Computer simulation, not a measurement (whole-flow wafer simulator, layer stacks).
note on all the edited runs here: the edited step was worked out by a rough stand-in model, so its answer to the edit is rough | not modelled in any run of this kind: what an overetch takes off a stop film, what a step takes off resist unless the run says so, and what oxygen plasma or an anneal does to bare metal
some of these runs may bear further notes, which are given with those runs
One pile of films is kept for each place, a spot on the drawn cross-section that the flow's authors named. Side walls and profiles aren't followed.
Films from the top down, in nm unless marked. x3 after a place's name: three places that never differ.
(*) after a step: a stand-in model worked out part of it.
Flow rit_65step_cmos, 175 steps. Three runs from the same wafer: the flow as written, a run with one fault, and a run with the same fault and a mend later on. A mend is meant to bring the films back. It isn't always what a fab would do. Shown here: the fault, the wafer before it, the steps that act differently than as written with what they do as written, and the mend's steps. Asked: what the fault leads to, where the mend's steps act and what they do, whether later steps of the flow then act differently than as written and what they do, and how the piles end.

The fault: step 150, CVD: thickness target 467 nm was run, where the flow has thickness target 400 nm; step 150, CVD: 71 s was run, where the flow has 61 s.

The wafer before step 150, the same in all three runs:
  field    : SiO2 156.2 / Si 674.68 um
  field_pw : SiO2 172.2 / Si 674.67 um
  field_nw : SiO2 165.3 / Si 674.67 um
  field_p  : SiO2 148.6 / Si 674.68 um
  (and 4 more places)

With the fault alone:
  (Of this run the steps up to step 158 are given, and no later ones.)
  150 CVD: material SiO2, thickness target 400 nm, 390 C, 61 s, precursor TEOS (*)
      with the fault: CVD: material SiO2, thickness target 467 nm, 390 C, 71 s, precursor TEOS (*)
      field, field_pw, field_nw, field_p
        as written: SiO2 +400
        with the fault: SiO2 +467
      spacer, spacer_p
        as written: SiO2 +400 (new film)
        with the fault: SiO2 +467 (new film)
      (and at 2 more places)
  No later step of the flow up to step 158 acts differently than as written, at any place that is followed, by more than 2% or 0.5 nm, whichever is larger.
  After step 158 the piles differ from the flow's by more than 2% or 0.5 nm, whichever is larger, at field, field_pw, field_nw, field_p, gate_n, gate_p, spacer, spacer_p.
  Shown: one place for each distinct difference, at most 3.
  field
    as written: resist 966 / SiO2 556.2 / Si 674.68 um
    with the fault: resist 966.5 / SiO2 623.2 / Si 674.68 um
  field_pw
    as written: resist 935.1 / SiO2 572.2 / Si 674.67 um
    with the fault: resist 935.4 / SiO2 639.2 / Si 674.67 um
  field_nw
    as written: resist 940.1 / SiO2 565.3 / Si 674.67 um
    with the fault: resist 940.4 / SiO2 632.3 / Si 674.67 um

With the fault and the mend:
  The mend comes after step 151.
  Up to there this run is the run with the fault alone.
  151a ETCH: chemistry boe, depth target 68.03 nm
      field, field_pw, field_nw, field_p, gate_n, gate_p, spacer, spacer_p
        SiO2 -68
  No later step of the flow acts differently than as written, at any place that is followed, by more than 2% or 0.5 nm, whichever is larger.
  At the end the piles differ from the flow's only slightly at the places that both follow, by at most 2% or 0.5 nm, whichever is larger.
